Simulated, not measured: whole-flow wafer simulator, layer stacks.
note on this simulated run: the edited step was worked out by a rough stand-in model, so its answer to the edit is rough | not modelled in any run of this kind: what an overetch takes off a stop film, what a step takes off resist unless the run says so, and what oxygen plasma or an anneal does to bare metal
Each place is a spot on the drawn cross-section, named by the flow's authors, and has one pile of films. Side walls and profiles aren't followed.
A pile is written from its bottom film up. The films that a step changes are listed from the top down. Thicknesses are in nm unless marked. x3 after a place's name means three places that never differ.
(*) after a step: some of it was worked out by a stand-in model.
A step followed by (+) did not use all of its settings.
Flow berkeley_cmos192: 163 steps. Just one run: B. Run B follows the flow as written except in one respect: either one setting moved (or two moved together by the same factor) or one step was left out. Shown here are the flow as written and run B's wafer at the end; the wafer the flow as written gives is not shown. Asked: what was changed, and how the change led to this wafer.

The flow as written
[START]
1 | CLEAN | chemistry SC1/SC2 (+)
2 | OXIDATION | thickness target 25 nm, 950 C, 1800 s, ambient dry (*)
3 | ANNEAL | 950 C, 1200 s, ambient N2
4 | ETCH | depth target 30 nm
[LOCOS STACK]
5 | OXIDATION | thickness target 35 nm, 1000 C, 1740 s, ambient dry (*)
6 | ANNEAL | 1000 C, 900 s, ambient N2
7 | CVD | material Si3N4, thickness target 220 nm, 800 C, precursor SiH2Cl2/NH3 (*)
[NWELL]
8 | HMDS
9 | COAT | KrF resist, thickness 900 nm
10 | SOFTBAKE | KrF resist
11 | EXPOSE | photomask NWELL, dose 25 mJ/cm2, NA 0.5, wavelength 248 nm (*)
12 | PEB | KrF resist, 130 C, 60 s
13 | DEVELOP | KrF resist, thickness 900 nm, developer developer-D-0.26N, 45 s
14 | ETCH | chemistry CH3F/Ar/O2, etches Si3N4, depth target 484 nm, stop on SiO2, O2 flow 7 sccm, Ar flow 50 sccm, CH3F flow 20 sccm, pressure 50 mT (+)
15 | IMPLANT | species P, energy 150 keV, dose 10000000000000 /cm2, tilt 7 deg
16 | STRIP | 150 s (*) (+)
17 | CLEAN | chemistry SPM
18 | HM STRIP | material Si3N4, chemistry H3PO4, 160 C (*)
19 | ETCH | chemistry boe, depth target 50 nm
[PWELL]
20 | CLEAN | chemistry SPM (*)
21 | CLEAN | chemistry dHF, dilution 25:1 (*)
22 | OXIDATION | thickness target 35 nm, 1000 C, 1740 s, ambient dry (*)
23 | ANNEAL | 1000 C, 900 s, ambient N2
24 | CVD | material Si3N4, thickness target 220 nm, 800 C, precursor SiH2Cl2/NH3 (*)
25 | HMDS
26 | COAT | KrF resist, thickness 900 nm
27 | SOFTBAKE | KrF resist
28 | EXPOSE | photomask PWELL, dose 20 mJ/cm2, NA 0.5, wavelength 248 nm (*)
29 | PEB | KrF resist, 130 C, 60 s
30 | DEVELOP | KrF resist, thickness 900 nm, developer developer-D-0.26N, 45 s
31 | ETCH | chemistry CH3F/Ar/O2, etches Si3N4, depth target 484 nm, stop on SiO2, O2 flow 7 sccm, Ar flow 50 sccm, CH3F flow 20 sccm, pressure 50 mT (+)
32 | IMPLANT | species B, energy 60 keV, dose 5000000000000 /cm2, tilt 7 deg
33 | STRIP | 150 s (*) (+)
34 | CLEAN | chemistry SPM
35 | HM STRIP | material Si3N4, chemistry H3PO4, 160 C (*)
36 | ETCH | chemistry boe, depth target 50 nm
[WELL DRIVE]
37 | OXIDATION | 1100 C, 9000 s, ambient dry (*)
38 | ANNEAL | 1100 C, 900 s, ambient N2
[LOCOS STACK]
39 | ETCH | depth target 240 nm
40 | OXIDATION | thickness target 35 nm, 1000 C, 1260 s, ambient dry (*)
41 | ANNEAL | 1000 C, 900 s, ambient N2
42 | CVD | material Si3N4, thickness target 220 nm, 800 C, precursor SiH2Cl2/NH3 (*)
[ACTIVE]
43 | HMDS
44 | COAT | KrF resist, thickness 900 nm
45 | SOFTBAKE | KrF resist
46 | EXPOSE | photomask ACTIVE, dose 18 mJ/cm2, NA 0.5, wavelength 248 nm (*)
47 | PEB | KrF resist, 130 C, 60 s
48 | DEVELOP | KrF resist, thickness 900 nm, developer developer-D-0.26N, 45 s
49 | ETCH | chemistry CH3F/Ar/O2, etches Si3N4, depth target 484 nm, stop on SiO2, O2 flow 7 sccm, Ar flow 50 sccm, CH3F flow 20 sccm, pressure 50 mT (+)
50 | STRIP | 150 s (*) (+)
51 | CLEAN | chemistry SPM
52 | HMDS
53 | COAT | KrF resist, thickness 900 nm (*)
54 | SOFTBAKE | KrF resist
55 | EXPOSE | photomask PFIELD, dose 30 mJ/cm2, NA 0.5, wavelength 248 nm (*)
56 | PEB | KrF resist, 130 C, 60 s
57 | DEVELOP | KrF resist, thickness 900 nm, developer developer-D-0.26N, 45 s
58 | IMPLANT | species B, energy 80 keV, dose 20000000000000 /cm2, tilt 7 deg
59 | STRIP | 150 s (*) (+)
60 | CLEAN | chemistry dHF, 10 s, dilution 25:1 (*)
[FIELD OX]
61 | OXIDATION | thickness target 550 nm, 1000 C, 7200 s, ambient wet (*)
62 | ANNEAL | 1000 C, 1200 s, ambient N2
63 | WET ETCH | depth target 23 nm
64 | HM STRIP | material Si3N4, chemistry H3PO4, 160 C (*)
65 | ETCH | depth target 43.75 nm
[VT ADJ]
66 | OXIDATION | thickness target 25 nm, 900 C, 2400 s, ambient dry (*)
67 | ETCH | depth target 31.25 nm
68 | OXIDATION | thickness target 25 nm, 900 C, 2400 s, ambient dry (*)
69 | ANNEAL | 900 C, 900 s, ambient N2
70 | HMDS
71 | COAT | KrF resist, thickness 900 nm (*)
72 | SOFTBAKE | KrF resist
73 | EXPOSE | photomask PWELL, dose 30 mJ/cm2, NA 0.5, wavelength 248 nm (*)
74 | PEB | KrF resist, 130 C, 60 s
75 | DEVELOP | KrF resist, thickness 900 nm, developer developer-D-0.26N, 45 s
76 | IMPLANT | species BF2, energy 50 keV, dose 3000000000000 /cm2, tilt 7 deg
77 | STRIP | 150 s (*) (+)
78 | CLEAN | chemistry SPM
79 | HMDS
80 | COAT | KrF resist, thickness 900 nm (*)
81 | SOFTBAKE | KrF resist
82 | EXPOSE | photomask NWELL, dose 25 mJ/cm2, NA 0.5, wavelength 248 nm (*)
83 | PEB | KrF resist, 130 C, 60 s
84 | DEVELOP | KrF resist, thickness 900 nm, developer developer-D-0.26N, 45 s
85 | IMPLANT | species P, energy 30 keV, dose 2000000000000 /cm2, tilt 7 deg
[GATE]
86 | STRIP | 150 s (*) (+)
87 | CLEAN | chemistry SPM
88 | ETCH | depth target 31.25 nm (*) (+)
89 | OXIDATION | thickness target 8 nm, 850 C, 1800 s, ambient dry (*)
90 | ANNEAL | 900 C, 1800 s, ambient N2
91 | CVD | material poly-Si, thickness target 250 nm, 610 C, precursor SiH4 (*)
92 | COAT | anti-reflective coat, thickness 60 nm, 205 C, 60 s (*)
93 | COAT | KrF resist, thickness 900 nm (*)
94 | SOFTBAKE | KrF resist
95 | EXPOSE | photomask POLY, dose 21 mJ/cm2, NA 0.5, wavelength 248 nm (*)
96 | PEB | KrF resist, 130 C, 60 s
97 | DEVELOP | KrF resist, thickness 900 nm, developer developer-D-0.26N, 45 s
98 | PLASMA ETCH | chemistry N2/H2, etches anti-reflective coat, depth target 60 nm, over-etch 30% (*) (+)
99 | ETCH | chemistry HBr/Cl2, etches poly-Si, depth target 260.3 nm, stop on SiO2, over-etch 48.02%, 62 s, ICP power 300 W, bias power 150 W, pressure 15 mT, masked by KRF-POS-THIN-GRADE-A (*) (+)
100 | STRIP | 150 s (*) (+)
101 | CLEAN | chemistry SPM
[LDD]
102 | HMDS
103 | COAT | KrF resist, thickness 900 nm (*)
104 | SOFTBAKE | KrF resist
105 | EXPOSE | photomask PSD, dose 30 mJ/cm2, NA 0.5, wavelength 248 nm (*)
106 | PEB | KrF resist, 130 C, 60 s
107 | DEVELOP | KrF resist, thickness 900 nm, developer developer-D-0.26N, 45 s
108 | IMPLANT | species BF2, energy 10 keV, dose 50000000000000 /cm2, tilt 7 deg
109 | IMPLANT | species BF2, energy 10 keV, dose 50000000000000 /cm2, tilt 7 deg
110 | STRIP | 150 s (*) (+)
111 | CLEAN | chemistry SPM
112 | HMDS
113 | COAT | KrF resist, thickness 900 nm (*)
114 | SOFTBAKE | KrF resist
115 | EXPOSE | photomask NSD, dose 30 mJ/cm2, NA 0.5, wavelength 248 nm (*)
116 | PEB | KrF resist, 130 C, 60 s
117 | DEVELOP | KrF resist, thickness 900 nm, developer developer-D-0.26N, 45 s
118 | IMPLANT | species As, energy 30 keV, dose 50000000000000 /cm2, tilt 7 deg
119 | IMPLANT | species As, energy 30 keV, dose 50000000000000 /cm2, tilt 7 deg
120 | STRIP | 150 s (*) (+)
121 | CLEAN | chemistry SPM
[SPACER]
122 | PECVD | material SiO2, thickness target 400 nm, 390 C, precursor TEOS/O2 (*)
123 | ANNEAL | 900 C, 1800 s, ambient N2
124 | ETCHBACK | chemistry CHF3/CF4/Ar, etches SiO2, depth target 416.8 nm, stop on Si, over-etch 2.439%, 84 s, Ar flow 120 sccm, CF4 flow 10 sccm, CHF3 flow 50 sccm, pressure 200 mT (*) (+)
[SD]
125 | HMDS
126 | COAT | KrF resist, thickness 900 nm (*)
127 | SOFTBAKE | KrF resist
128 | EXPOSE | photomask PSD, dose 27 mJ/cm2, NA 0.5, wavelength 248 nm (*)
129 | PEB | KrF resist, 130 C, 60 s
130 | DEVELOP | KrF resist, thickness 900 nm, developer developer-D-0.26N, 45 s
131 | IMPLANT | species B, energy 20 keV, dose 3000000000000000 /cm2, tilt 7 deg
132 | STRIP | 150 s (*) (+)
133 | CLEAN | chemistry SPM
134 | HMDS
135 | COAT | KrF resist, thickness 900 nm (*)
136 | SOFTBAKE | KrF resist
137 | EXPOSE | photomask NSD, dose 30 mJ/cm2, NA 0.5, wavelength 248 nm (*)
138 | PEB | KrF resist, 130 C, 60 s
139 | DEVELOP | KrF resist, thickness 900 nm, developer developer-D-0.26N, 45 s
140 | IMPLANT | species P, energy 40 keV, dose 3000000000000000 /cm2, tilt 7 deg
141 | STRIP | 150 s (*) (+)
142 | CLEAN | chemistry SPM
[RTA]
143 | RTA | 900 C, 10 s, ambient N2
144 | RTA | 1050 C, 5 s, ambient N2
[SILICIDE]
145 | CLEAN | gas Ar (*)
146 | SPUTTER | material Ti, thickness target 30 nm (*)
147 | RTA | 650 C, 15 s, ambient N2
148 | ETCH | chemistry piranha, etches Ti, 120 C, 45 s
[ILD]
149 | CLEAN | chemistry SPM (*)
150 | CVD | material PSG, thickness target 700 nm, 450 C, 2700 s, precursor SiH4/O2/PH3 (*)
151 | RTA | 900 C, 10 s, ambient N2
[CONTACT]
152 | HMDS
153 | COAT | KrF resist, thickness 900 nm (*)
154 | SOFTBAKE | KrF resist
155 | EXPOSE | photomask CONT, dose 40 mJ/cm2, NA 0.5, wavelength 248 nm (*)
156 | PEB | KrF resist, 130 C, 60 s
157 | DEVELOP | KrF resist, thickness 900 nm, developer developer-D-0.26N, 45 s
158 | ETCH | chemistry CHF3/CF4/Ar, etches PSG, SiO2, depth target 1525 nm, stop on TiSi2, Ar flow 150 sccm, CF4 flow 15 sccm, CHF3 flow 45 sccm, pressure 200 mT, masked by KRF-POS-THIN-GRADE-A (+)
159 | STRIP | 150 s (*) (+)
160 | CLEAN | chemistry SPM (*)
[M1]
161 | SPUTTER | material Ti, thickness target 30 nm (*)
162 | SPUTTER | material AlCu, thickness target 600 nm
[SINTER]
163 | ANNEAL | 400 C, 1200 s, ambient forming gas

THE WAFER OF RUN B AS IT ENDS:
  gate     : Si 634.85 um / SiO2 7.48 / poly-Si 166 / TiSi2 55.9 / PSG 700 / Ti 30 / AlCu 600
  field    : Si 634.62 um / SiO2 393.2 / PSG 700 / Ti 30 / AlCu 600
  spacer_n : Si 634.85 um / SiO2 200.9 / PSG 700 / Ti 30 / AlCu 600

Cause: step 91, CVD: thickness target 225 nm was run, though the flow has thickness target 250 nm.

How this came from the change, step by step:
  91 | CVD | material poly-Si, thickness target 250 nm, 610 C, precursor SiH4 (*)
      field, sd_n, spacer_n and 6 more: poly-Si gains 225 (new film) (it would be, as written: poly-Si gains 250 (new film))
  99 | ETCH | chemistry HBr/Cl2, etches poly-Si, depth target 260.3 nm, stop on SiO2, over-etch 48.02%, 62 s, ICP power 300 W, bias power 150 W, pressure 15 mT, masked by KRF-POS-THIN-GRADE-A (*) (+)
      spacer_n, spacer_p: poly-Si loses 220.8 (all of it), SiO2 loses 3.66 (it would be, as written: poly-Si loses 245.8 (all of it), SiO2 loses 1.74)
      field: poly-Si loses 220.9 (all of it), SiO2 loses 3.66 (it would be, as written: poly-Si loses 245.8 (all of it), SiO2 loses 1.74)
      (as well as at 4 more places)
  103 | COAT | KrF resist, thickness 900 nm (*)
      gate: KrF resist gains 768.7 (new film) (it would be, as written: KrF resist gains 748 (new film))
      gate_p: KrF resist gains 764.7 (new film) (it would be, as written: KrF resist gains 744.1 (new film))
  107 | DEVELOP | KrF resist, thickness 900 nm, developer developer-D-0.26N, 45 s
      gate_p: KrF resist loses 763.5 (all of it) (it would be, as written: KrF resist loses 742.9 (all of it))
  110 | STRIP | 150 s (*) (+)
      gate: KrF resist loses 753.3 (all of it), chemical SiO2 gains 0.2, poly-Si loses 0.09 (it would be, as written: KrF resist loses 732.7 (all of it), chemical SiO2 gains 0.2, poly-Si loses 0.09)
  113 | COAT | KrF resist, thickness 900 nm (*)
      gate: KrF resist gains 767.9 (new film) (it would be, as written: KrF resist gains 747.9 (new film))
      gate_p: KrF resist gains 763.9 (new film) (it would be, as written: KrF resist gains 743.9 (new film))
  117 | DEVELOP | KrF resist, thickness 900 nm, developer developer-D-0.26N, 45 s
      gate: KrF resist loses 766.7 (all of it) (it would be, as written: KrF resist loses 746.8 (all of it))
  120 | STRIP | 150 s (*) (+)
      gate_p: KrF resist loses 748.5 (all of it), chemical SiO2 gains 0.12, poly-Si loses 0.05 (it would be, as written: KrF resist loses 728.6 (all of it), chemical SiO2 gains 0.12, poly-Si loses 0.05)
  124 | ETCHBACK | chemistry CHF3/CF4/Ar, etches SiO2, depth target 416.8 nm, stop on Si, over-etch 2.439%, 84 s, Ar flow 120 sccm, CF4 flow 10 sccm, CHF3 flow 50 sccm, pressure 200 mT (*) (+)
      spacer_n: SiO2 loses 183 (it would be, as written: SiO2 loses 160)
      spacer_p: SiO2 loses 183 (it would be, as written: SiO2 loses 159.9)
  126 | COAT | KrF resist, thickness 900 nm (*)
      spacer_n: KrF resist gains 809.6 (new film) (it would be, as written: KrF resist gains 791.6 (new film))
      gate: KrF resist gains 789.1 (new film) (it would be, as written: KrF resist gains 771.5 (new film))
      (as well as at 2 more places)
  130 | DEVELOP | KrF resist, thickness 900 nm, developer developer-D-0.26N, 45 s
      spacer_p: KrF resist loses 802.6 (all of it) (it would be, as written: KrF resist loses 784.6 (all of it))
      gate_p: KrF resist loses 782 (all of it) (it would be, as written: KrF resist loses 764.3 (all of it))
  132 | STRIP | 150 s (*) (+)
      spacer_n: KrF resist loses 794.1 (all of it) (it would be, as written: KrF resist loses 776.1 (all of it))
      gate: chemical SiO2 gains 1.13 (new film), KrF resist loses 773.7 (all of it), poly-Si loses 0.5 (it would be, as written: chemical SiO2 gains 1.13 (new film), KrF resist loses 756.1 (all of it), poly-Si loses 0.5)
  135 | COAT | KrF resist, thickness 900 nm (*)
      spacer_n: KrF resist gains 809.2 (new film) (it would be, as written: KrF resist gains 791.1 (new film))
      gate: KrF resist gains 787.9 (new film) (it would be, as written: KrF resist gains 770.3 (new film))
      (as well as at 2 more places)
  139 | DEVELOP | KrF resist, thickness 900 nm, developer developer-D-0.26N, 45 s
      spacer_n: KrF resist loses 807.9 (all of it) (it would be, as written: KrF resist loses 789.9 (all of it))
      gate: KrF resist loses 786.7 (all of it) (it would be, as written: KrF resist loses 769.1 (all of it))
  141 | STRIP | 150 s (*) (+)
      spacer_p: KrF resist loses 788.2 (all of it) (it would be, as written: KrF resist loses 770.2 (all of it))
      gate_p: KrF resist loses 766.7 (all of it), chemical SiO2 gains 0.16 (it would be, as written: KrF resist loses 749.1 (all of it), chemical SiO2 gains 0.16)
  159 | STRIP | 150 s (*) (+)
      spacer_n: KrF resist loses 633.2 (all of it) (it would be, as written: KrF resist loses 620.3 (all of it))
      spacer_p: KrF resist loses 618.5 (all of it) (it would be, as written: KrF resist loses 605.6 (all of it))
